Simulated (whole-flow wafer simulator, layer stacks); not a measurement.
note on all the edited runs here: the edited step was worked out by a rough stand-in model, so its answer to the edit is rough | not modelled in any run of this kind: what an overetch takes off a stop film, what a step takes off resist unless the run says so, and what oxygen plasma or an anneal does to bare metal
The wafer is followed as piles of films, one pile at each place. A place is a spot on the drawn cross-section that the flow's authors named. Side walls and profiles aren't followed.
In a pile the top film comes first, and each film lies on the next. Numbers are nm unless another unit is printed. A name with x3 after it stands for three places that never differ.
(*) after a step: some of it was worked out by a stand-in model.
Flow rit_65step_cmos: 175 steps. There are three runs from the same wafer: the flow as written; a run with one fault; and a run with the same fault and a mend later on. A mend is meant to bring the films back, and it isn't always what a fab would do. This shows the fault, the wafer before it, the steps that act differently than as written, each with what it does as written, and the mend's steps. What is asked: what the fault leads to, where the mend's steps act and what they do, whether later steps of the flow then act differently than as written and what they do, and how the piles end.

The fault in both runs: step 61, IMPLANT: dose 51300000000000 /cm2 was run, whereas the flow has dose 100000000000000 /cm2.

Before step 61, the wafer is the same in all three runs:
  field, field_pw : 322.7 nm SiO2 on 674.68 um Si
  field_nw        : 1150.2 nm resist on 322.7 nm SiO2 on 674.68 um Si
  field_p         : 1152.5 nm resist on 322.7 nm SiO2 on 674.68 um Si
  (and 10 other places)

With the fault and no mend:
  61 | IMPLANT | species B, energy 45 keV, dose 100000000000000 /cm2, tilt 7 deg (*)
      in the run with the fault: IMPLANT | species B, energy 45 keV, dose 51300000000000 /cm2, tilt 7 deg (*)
      acts as it does as written at every place that is followed
  Later steps of the flow acting differently than as written (not shown: 31 more steps that differ only slightly, by at most 2% or 0.5 nm, whichever is larger):
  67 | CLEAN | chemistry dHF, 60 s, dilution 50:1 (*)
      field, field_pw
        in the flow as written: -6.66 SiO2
        in the run with the fault: -6.13 SiO2
  When the end is reached, the piles differ only a little from the flow's at the places that both follow, at most by 2% or 0.5 nm, whichever is larger.

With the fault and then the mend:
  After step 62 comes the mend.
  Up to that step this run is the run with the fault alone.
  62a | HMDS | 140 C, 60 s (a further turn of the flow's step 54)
      leaves every film unchanged at each place that is followed
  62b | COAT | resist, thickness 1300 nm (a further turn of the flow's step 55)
      gate_n, gate_p, spacer, spacer_p, contact
        +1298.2 resist (new film)
      active_n, active_p, sd_p
        +1297.4 resist (new film)
      field_pw, field_nw
        +1313 resist (new film)
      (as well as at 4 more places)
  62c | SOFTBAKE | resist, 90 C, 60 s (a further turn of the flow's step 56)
      leaves every film unchanged at each place that is followed
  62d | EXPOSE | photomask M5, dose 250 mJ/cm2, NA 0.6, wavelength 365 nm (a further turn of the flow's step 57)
      leaves every film unchanged at each place that is followed
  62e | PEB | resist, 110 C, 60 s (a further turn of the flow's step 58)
      gate_n, gate_p, spacer, spacer_p, contact, m1
        -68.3 resist
      active_n, active_p, sd_n, sd_p
        -68.2 resist
      field, field_p
        -69.2 resist
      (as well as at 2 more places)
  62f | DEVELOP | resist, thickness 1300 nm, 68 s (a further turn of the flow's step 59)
      gate_n, spacer, contact
        -1229.9 resist (all of it)
      field
        -1246.5 resist (all of it)
      field_pw
        -1243.9 resist (all of it)
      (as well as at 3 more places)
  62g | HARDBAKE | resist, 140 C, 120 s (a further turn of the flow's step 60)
      active_p, gate_p, spacer_p
        -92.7 resist
      field_nw
        -93.8 resist
      field_p
        -94 resist
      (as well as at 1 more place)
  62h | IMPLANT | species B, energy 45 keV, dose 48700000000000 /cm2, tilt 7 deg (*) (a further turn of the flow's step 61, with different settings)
      leaves every film unchanged at each place that is followed
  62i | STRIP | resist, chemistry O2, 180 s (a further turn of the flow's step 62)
      active_p, sd_p
        -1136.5 resist (all of it)
      gate_p, spacer_p
        -1137.2 resist (all of it)
      field_nw
        -1150.2 resist (all of it)
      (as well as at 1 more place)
  Every later step of the flow that is run acts as written at every place that is followed.
  By the end, the piles equal the flow's at every place that both follow.
